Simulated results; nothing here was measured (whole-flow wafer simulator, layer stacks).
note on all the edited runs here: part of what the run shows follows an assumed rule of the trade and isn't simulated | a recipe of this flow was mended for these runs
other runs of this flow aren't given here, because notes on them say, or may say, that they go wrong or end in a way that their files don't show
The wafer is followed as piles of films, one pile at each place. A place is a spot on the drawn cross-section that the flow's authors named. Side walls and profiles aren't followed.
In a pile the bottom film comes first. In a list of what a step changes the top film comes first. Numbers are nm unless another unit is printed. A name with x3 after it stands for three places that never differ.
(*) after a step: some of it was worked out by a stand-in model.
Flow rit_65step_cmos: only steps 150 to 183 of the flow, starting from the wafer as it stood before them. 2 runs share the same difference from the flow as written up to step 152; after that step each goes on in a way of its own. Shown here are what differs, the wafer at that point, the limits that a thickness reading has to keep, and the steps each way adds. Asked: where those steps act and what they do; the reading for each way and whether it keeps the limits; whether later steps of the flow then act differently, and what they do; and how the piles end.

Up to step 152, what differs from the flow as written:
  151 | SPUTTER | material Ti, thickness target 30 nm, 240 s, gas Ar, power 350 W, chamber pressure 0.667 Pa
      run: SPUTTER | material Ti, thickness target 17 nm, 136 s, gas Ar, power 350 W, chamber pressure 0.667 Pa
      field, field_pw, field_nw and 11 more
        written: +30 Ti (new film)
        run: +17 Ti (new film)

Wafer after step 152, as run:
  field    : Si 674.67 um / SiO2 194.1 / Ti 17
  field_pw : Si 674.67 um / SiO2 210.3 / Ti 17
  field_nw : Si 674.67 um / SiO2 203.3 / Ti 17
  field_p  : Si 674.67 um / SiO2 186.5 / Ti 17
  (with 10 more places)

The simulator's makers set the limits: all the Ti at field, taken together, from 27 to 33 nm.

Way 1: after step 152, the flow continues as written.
  The reading taken after step 152 is 17 nm, which is outside the limits.
  Later steps of the flow acting differently than as written (not shown: 11 more steps that differ only slightly, by at most 2% or 0.5 nm, whichever is larger):
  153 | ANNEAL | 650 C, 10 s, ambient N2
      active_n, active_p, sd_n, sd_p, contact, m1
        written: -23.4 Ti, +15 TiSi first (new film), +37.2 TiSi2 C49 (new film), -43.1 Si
        way: -13.3 Ti, +33.7 TiSi2 C49 (new film), -30.1 Si
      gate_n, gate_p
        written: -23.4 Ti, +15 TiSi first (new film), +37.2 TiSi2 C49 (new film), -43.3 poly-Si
        way: -13.3 Ti, +33.7 TiSi2 C49 (new film), -30.2 poly-Si
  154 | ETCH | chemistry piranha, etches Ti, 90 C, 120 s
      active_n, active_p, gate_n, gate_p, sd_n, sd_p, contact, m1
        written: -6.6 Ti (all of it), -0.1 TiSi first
        way: -3.74 Ti (all of it), -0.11 TiSi2 C49
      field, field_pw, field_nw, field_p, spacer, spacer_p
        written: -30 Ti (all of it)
        way: -17 Ti (all of it)
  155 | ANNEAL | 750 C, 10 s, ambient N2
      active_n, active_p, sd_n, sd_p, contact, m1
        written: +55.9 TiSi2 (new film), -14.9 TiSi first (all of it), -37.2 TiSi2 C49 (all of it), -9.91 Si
        way: nothing
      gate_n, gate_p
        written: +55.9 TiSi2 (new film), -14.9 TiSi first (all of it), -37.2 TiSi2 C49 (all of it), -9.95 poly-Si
        way: nothing
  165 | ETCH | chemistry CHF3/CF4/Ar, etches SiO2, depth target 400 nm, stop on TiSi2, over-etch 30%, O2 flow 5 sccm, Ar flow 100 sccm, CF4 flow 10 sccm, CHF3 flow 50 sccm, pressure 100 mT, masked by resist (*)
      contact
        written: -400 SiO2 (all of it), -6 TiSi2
        way: -400 SiO2 (all of it)
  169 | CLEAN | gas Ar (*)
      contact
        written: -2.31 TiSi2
        way: -2.44 TiSi2 C49
  The piles end different from the flow's at active_n, active_p, gate_n, gate_p, sd_n, sd_p, contact, m1 by more than 2% or 0.5 nm, whichever is larger.
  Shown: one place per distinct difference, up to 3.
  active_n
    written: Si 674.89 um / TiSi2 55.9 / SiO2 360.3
    way: Si 674.92 um / TiSi2 C49 33.6 / SiO2 360.3
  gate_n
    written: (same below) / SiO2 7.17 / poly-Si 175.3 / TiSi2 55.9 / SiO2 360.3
    way: (same below) / SiO2 7.17 / poly-Si 198.3 / TiSi2 C49 33.6 / SiO2 360.3
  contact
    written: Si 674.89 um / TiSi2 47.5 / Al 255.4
    way: Si 674.92 um / TiSi2 C49 30.8 / Al 257

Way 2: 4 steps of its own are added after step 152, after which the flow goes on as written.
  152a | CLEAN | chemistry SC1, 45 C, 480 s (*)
      active_n, active_p, sd_n, sd_p, contact, m1
        +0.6 chemical SiO2 (new film), -17 Ti (all of it), -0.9 Si
      field, field_pw, field_nw, field_p
        -17 Ti (all of it), -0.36 SiO2
      gate_n, gate_p
        +0.6 chemical SiO2 (new film), -17 Ti (all of it), -0.9 poly-Si
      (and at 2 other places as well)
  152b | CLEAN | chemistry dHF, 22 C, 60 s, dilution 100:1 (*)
      active_n, active_p, gate_n, gate_p, sd_n, sd_p, contact, m1
        -0.6 chemical SiO2 (all of it)
      field, field_p
        -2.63 SiO2
      field_pw, field_nw
        -2.62 SiO2
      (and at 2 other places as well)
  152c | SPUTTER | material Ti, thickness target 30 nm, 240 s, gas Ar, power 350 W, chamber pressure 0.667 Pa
      field, field_pw, field_nw and 11 more
        +30 Ti (new film)
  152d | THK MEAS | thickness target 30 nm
      does not change any film at any place that is followed
  The reading taken after step 152d is 30 nm, which is within the limits.
  Every later step of the flow that is run acts as written, at every place that is followed, to within 2% or 0.5 nm, whichever is larger.
  At the end the piles are close to the flow's at the places that both follow, differing by at most 2% or 0.5 nm, whichever is larger.

Keeping within the limits: way 2. Outside them: way 1.
